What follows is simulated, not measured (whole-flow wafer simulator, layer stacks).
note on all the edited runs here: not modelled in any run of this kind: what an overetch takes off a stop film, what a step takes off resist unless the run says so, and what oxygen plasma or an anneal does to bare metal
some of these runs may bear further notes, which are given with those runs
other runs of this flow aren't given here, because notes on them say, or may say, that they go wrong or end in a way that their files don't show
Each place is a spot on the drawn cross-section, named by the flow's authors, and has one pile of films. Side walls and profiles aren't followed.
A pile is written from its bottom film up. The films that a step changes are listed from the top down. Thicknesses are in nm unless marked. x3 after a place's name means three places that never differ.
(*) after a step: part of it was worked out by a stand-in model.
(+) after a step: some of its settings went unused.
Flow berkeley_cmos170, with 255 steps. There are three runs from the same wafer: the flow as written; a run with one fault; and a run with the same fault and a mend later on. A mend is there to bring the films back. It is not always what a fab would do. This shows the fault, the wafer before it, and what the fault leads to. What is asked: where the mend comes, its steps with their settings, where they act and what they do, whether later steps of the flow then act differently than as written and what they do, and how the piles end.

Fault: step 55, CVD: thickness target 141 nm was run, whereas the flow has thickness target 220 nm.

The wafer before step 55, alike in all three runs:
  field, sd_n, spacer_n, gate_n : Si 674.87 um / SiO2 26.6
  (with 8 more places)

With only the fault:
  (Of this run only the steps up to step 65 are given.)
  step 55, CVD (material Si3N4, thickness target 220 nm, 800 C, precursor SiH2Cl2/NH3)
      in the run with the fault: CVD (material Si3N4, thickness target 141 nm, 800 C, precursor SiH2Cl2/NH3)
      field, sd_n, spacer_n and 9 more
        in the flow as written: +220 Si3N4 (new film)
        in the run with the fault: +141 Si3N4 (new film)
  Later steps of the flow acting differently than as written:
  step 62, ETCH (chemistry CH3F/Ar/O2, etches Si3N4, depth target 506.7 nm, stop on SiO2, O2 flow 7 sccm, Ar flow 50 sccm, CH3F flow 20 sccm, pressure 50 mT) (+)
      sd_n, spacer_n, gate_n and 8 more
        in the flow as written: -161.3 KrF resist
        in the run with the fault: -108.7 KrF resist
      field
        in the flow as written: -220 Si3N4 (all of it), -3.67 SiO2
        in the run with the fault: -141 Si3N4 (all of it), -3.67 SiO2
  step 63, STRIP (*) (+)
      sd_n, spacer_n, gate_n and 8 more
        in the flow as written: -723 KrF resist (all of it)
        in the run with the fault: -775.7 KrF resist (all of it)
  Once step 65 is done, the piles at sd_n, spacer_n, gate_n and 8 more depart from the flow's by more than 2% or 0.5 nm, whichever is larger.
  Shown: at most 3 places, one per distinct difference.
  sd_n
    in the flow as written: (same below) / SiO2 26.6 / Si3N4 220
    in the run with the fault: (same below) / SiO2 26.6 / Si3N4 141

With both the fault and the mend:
  After step 55 comes the mend.
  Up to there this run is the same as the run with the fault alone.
  step 55a, ETCH (chemistry h3po4, depth target 162.1 nm)
      field, sd_n, spacer_n and 9 more
        -141 Si3N4 (all of it)
  step 55b, CLEAN (chemistry SPM)
      does not change any film at any place that is followed
  step 55c, CVD (material Si3N4, thickness target 220 nm, 800 C, precursor SiH2Cl2/NH3) (a further turn of the flow's step 55)
      field, sd_n, spacer_n and 9 more
        +220 Si3N4 (new film)
  Later steps of the flow that are run all act as written at every place that is followed.
  The piles end the same as the flow's at every place that both follow.
